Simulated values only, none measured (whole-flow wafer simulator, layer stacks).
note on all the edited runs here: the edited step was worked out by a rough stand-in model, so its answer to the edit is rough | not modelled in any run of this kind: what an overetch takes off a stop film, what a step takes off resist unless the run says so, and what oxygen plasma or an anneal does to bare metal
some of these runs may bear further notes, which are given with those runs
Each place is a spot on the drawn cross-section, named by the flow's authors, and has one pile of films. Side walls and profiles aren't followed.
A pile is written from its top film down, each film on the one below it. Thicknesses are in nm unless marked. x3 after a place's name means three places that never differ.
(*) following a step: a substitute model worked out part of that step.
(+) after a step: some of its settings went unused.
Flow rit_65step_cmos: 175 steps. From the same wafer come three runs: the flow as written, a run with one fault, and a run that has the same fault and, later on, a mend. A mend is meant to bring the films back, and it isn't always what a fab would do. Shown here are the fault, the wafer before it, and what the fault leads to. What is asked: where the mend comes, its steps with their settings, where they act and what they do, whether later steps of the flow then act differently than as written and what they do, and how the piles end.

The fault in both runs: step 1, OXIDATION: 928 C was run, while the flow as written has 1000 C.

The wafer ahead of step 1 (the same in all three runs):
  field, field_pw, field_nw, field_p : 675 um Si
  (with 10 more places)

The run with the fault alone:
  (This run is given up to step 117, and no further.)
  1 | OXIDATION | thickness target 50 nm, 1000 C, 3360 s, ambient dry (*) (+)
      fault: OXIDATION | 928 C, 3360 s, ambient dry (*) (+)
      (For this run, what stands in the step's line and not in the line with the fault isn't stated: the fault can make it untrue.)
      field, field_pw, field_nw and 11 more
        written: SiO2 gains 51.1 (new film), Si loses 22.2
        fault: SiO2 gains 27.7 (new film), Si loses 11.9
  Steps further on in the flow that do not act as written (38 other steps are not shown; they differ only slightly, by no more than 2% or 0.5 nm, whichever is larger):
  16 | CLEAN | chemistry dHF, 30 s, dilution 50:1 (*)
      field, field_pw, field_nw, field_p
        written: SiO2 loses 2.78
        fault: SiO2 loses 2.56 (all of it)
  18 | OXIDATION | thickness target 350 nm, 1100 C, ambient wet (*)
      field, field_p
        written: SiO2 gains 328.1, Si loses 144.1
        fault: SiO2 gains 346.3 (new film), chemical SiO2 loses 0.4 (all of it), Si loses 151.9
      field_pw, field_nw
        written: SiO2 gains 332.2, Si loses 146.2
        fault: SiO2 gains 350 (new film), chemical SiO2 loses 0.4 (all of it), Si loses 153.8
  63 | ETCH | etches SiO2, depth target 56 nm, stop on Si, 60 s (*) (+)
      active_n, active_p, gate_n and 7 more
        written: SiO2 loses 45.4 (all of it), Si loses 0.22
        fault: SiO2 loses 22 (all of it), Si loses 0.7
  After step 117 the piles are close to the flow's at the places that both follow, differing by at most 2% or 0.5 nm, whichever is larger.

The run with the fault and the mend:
  After step 2 comes the mend.
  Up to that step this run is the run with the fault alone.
  2a | ETCH | depth target 32 nm, 21.5 C, 35 s
      field, field_pw, field_nw and 11 more
        SiO2 loses 27.7 (all of it)
  2b | CLEAN | chemistry SC2, 75 C, 600 s
      field, field_pw, field_nw and 11 more
        chemical SiO2 gains 0.4 (new film), Si loses 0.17
  2c | OXIDATION | 1000 C, 3360 s, ambient dry (*) (a further turn of the flow's step 1, with different settings)
      field, field_pw, field_nw and 11 more
        SiO2 gains 51 (new film), chemical SiO2 loses 0.4 (all of it), Si loses 22.3
  Steps further on in the flow that do not act as written (17 other steps are not shown; they differ only slightly, by no more than 2% or 0.5 nm, whichever is larger):
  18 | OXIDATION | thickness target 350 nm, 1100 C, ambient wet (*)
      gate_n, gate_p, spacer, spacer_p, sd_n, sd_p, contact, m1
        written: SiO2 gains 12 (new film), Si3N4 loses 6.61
        mend: SiO2 gains 12 (new film), Si3N4 loses 6.61, SiO2 gains 0.03
  At the end the piles are close to the flow's at the places that both follow, differing by at most 2% or 0.5 nm, whichever is larger.
